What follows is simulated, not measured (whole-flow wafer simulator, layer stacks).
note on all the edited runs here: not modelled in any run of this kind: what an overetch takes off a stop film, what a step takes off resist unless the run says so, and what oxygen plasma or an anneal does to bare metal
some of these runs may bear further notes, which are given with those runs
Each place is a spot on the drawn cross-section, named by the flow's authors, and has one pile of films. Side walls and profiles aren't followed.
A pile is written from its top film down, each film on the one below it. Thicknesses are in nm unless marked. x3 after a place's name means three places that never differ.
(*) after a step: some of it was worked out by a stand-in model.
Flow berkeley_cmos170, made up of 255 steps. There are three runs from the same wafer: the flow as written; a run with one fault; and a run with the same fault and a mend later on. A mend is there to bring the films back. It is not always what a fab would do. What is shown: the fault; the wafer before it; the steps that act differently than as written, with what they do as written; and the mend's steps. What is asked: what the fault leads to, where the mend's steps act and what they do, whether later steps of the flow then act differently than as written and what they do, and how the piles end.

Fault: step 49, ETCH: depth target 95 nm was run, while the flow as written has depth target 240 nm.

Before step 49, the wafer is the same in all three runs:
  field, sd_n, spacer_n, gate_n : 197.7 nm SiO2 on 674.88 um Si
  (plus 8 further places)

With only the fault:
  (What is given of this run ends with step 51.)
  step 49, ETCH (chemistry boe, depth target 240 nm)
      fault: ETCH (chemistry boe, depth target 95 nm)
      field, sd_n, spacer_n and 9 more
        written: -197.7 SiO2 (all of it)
        fault: -95 SiO2
  Steps further on in the flow that do not act as written:
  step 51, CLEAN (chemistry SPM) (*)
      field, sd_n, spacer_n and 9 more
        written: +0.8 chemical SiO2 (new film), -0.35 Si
        fault: nothing
  The piles after step 51 differ from the flow's at field, sd_n, spacer_n and 9 more by more than 2% or 0.5 nm, whichever is larger.
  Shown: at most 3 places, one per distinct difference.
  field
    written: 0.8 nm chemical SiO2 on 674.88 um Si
    fault: 102.7 nm SiO2 on 674.88 um Si

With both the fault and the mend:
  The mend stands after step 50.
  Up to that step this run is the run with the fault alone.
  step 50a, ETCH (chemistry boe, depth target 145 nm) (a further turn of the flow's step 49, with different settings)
      field, sd_n, spacer_n and 9 more
        -102.7 SiO2 (all of it)
  None of the later steps of the flow acts differently than as written at any place that is followed.
  By the end, the piles equal the flow's at every place that both follow.
